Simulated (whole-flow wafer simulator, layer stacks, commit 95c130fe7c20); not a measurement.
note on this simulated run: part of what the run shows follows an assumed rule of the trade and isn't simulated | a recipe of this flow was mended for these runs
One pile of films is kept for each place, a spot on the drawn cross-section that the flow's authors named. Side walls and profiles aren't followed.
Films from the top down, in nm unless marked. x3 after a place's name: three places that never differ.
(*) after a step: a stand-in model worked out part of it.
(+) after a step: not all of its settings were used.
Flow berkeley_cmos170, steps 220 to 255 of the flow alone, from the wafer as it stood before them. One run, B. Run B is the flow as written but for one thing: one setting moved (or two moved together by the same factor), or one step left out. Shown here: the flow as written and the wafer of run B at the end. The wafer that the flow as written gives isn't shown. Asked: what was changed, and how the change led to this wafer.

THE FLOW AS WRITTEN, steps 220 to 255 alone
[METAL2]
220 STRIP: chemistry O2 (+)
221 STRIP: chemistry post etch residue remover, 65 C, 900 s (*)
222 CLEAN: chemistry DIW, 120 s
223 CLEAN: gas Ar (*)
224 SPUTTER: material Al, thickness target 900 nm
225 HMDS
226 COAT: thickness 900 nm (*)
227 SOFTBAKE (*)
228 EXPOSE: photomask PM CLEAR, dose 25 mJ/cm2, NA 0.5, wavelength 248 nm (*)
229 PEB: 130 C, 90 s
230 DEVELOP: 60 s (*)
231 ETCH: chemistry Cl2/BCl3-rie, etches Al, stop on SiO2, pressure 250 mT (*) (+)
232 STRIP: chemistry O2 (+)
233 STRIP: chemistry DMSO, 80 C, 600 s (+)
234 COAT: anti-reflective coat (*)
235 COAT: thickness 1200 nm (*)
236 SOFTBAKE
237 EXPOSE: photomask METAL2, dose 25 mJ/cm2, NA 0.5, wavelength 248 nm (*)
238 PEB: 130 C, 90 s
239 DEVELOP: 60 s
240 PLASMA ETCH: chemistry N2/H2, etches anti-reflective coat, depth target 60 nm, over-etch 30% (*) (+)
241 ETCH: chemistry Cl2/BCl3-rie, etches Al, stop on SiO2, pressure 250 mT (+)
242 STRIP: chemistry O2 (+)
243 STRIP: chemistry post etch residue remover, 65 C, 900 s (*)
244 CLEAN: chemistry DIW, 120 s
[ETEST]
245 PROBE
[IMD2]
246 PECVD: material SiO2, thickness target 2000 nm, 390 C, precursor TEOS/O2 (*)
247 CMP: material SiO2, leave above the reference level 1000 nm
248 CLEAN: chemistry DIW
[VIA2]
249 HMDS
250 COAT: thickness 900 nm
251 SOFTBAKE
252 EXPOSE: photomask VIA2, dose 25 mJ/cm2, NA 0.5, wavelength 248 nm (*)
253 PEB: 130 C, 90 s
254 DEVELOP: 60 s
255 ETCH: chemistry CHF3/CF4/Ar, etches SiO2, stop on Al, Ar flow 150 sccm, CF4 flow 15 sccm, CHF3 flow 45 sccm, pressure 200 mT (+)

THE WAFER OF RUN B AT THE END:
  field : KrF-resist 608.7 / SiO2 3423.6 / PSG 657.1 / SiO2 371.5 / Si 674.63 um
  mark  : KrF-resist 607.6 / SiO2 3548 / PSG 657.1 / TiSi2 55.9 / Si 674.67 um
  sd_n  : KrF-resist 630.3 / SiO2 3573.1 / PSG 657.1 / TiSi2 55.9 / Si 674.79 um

The cause: step 224, SPUTTER: thickness target 1008 nm was run, where the flow has thickness target 900 nm.

How the change led to this, step by step:
  224 SPUTTER: material Al, thickness target 900 nm
      field, mark, sd_n and 9 more: Al +1008 (new film) (as written it would be: Al +900 (new film))
      via1: Al +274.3 (as written it would be: Al +259.4)
  226 COAT: thickness 900 nm (*)
      via1: KrF-resist +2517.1 (new film) (as written it would be: KrF-resist +2428.6 (new film))
  229 PEB: 130 C, 90 s
      via1: KrF-resist -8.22 (as written it would be: KrF-resist -7.55)
  231 ETCH: chemistry Cl2/BCl3-rie, etches Al, stop on SiO2, pressure 250 mT (*) (+)
      field, sd_n, spacer_n and 9 more: KrF-resist -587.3 (as written it would be: KrF-resist -533.3)
      mark: Al -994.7 (all of it), SiO2 -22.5 (as written it would be: Al -886.7 (all of it), SiO2 -22.5)
  232 STRIP: chemistry O2 (+)
      field, gate_n: KrF-resist -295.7 (all of it) (as written it would be: KrF-resist -349.7 (all of it))
      spacer_p, gate_p: KrF-resist -295.4 (all of it) (as written it would be: KrF-resist -349.4 (all of it))
      (and at 7 more places)
  234 COAT: anti-reflective coat (*)
      via1: anti-reflective coat +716 (new film) (as written it would be: anti-reflective coat +671.1 (new film))
  235 COAT: thickness 1200 nm (*)
      via1: KrF-resist +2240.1 (new film) (as written it would be: KrF-resist +2189 (new film))
  241 ETCH: chemistry Cl2/BCl3-rie, etches Al, stop on SiO2, pressure 250 mT (+)
      field, sd_n, spacer_n, gate_n, sd_p, spacer_p, gate_p: Al -1008 (all of it), SiO2 -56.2 (as written it would be: Al -900 (all of it), SiO2 -56.2)
      contact, m1, via1, m2, via2: KrF-resist -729 (as written it would be: KrF-resist -675)
      (and at 1 more place)
  242 STRIP: chemistry O2 (+)
      contact: KrF-resist -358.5 (all of it), anti-reflective coat -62 (all of it) (as written it would be: KrF-resist -412 (all of it), anti-reflective coat -62.1 (all of it))
      m1: KrF-resist -381.5 (all of it), anti-reflective coat -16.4 (all of it) (as written it would be: KrF-resist -433.1 (all of it), anti-reflective coat -16.6 (all of it))
      (and at 3 more places)
  246 PECVD: material SiO2, thickness target 2000 nm, 390 C, precursor TEOS/O2 (*)
      via1: SiO2 +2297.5 (new film), void +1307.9 (new film), SiO2 +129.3 (new film) (as written it would be: SiO2 +3103.6 (new film), void +387 (new film), SiO2 +151 (new film))
  247 CMP: material SiO2, leave above the reference level 1000 nm
      field, sd_n, spacer_n, gate_n, sd_p, spacer_p, gate_p: nothing (as written it would be: SiO2 -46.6)
  250 COAT: thickness 900 nm
      sd_n: KrF-resist +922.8 (new film) (as written it would be: KrF-resist +900 (new film))
      contact: KrF-resist +873.8 (new film) (as written it would be: KrF-resist +900 (new film))
      (and at 4 more places)
  254 DEVELOP: 60 s
      via2: KrF-resist -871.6 (all of it) (as written it would be: KrF-resist -898 (all of it))
